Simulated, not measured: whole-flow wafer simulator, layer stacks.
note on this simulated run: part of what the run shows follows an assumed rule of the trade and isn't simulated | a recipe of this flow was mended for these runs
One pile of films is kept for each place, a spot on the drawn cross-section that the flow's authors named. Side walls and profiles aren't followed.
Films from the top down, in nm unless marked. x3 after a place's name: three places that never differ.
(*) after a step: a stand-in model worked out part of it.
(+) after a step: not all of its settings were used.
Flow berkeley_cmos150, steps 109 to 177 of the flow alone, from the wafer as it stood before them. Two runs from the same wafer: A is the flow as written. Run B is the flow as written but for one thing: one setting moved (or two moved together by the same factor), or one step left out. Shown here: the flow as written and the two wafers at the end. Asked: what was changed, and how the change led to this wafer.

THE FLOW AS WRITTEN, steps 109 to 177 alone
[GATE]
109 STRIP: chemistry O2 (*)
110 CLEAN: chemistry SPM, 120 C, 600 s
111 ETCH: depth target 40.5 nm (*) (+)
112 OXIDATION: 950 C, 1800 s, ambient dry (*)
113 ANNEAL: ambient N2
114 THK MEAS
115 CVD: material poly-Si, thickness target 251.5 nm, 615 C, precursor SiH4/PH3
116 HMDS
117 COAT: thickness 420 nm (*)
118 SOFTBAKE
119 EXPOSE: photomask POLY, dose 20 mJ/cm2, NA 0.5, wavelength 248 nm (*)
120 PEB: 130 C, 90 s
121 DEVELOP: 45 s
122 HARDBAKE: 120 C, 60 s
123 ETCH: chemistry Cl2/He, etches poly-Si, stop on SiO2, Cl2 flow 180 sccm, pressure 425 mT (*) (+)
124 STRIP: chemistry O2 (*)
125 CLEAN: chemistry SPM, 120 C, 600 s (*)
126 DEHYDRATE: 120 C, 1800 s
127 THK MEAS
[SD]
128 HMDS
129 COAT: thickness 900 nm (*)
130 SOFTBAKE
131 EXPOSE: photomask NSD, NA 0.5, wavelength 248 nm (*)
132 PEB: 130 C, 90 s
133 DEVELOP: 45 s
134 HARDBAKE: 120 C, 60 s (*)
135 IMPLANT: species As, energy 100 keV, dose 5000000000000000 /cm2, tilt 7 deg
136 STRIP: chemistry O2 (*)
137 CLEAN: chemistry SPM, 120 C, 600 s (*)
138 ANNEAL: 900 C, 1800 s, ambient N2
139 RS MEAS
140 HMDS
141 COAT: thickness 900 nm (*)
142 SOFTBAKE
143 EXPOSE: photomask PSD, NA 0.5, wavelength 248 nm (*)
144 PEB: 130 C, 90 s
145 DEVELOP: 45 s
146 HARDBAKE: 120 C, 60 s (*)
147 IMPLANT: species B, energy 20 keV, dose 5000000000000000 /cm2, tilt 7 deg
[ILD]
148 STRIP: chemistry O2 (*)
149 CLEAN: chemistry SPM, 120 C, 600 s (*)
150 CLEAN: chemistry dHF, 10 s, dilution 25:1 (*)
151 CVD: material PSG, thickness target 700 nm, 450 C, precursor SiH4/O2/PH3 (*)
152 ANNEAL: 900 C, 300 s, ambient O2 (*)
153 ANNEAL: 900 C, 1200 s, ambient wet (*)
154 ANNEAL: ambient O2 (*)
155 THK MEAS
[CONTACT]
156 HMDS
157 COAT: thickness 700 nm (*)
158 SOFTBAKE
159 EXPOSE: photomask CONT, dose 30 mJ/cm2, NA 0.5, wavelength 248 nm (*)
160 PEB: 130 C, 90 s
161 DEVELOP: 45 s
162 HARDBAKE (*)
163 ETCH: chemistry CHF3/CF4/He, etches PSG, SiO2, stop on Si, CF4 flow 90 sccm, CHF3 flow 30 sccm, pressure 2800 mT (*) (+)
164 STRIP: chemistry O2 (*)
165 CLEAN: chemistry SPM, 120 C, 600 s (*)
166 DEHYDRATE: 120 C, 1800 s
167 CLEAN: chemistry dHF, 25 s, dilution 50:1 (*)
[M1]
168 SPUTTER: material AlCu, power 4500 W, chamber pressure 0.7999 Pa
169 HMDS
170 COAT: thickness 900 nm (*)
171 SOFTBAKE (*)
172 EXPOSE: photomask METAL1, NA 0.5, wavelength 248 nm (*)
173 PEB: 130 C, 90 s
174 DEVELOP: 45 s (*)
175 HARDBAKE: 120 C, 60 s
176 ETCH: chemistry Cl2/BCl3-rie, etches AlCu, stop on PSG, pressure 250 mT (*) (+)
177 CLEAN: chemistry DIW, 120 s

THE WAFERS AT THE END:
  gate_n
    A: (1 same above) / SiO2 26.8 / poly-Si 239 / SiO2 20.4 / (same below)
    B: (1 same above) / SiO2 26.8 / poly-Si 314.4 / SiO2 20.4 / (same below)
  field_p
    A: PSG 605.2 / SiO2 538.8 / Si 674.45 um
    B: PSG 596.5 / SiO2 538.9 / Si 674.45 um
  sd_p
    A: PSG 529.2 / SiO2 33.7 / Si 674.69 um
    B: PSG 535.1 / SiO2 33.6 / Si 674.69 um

The cause: step 115, CVD: thickness target 326.9 nm was run, where the flow has thickness target 251.5 nm.

How the change led to this, step by step:
  115 CVD: material poly-Si, thickness target 251.5 nm, 615 C, precursor SiH4/PH3
      field, field_p, sd_n, gate_n, sd_p, gate_p, contact, m1: A poly-Si +251.5 (new film) | B poly-Si +326.9 (new film)
  123 ETCH: chemistry Cl2/He, etches poly-Si, stop on SiO2, Cl2 flow 180 sccm, pressure 425 mT (*) (+)
      field, field_p, sd_n, sd_p, contact, m1: A poly-Si -251.5 (all of it), SiO2 -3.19 | B poly-Si -326.9 (all of it), SiO2 -3.19
      gate_n, gate_p: A KrF-resist -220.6 | B KrF-resist -274.5
  124 STRIP: chemistry O2 (*)
      gate_n: A chemical SiO2 +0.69 (new film), KrF-resist -176.1 (all of it), poly-Si -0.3 | B chemical SiO2 +0.71 (new film), KrF-resist -122 (all of it), poly-Si -0.31
      gate_p: A chemical SiO2 +0.69 (new film), KrF-resist -213.2 (all of it), poly-Si -0.3 | B chemical SiO2 +0.71 (new film), KrF-resist -159 (all of it), poly-Si -0.31
  129 COAT: thickness 900 nm (*)
      gate_n: A thick-KrF-resist +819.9 (new film) | B thick-KrF-resist +764.1 (new film)
      gate_p: A thick-KrF-resist +888.9 (new film) | B thick-KrF-resist +832.3 (new film)
  133 DEVELOP: 45 s
      gate_n: A thick-KrF-resist -818.1 (all of it) | B thick-KrF-resist -762.3 (all of it)
  136 STRIP: chemistry O2 (*)
      gate_p: A thick-KrF-resist -873.6 (all of it), chemical SiO2 +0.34, poly-Si -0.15 | B thick-KrF-resist -817.1 (all of it), chemical SiO2 +0.34, poly-Si -0.15
  141 COAT: thickness 900 nm (*)
      gate_n: A thick-KrF-resist +819.7 (new film) | B thick-KrF-resist +763.8 (new film)
      gate_p: A thick-KrF-resist +888.8 (new film) | B thick-KrF-resist +832.2 (new film)
  145 DEVELOP: 45 s
      gate_p: A thick-KrF-resist -886.7 (all of it) | B thick-KrF-resist -830.2 (all of it)
  148 STRIP: chemistry O2 (*)
      gate_n: A thick-KrF-resist -804.5 (all of it), chemical SiO2 +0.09, poly-Si -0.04 | B thick-KrF-resist -748.8 (all of it), chemical SiO2 +0.09, poly-Si -0.04
  157 COAT: thickness 700 nm (*)
      field_p: A KrF-resist +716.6 (new film) | B KrF-resist +731.8 (new film)
      gate_n: A KrF-resist +650.5 (new film) | B KrF-resist +617.5 (new film)
      (and at 2 more places)
  164 STRIP: chemistry O2 (*)
      field_p: A KrF-resist -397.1 (all of it) | B KrF-resist -412.3 (all of it)
      gate_n: A KrF-resist -331.2 (all of it) | B KrF-resist -298.3 (all of it)
      (and at 2 more places)
  170 COAT: thickness 900 nm (*)
      gate_n: A thick-KrF-resist +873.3 (new film) | B thick-KrF-resist +828.6 (new film)
      gate_p: A thick-KrF-resist +933.8 (new film) | B thick-KrF-resist +888.9 (new film)
  174 DEVELOP: 45 s (*)
      gate_n: A thick-KrF-resist -871.2 (all of it), AlCu -10 | B thick-KrF-resist -826.7 (all of it), AlCu -10
      gate_p: A thick-KrF-resist -931.6 (all of it), AlCu -10 | B thick-KrF-resist -886.8 (all of it), AlCu -10
